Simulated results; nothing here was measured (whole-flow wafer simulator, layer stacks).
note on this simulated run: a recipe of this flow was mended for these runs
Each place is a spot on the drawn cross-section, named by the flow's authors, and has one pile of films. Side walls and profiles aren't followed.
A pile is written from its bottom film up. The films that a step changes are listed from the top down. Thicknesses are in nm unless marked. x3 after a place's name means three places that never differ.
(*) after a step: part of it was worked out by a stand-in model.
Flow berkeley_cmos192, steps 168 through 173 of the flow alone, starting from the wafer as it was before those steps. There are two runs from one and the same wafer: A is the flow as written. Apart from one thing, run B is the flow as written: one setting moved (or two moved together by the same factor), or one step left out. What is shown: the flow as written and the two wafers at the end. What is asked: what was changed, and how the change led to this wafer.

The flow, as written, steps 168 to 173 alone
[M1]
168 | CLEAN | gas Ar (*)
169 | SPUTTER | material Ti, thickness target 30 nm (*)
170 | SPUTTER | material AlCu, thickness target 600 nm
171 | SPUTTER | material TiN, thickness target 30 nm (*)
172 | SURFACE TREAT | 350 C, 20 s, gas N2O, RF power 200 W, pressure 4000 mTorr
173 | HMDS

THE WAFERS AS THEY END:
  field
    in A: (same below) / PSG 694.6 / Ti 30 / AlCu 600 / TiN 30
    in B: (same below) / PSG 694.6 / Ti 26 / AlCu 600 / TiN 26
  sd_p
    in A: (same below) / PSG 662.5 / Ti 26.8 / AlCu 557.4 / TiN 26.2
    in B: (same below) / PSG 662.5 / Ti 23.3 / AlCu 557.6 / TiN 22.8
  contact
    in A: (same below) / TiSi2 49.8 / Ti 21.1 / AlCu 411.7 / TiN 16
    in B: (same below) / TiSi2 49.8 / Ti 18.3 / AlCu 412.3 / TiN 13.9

The reason: step 169, SPUTTER: thickness target 26 nm was run, whereas the flow has thickness target 30 nm; step 171, SPUTTER: thickness target 26 nm was run, where the flow has thickness target 30 nm.
The wafer lets one read it off: field has Ti 26, and step 169 as written asks for 30 nm.

The path from the change to this, step by step:
  169 | SPUTTER | material Ti, thickness target 30 nm (*)
      field, sd_n, spacer_n, gate, spacer_p, gate_p, m1: A +30 Ti (new film) | B +26 Ti (new film)
      sd_p: A +26.8 Ti (new film) | B +23.3 Ti (new film)
      (also at 1 further place)
  171 | SPUTTER | material TiN, thickness target 30 nm (*)
      field, sd_n, spacer_n, gate, spacer_p, gate_p, m1: A +30 TiN (new film) | B +26 TiN (new film)
      sd_p: A +26.2 TiN (new film) | B +22.8 TiN (new film)
      (also at 1 further place)
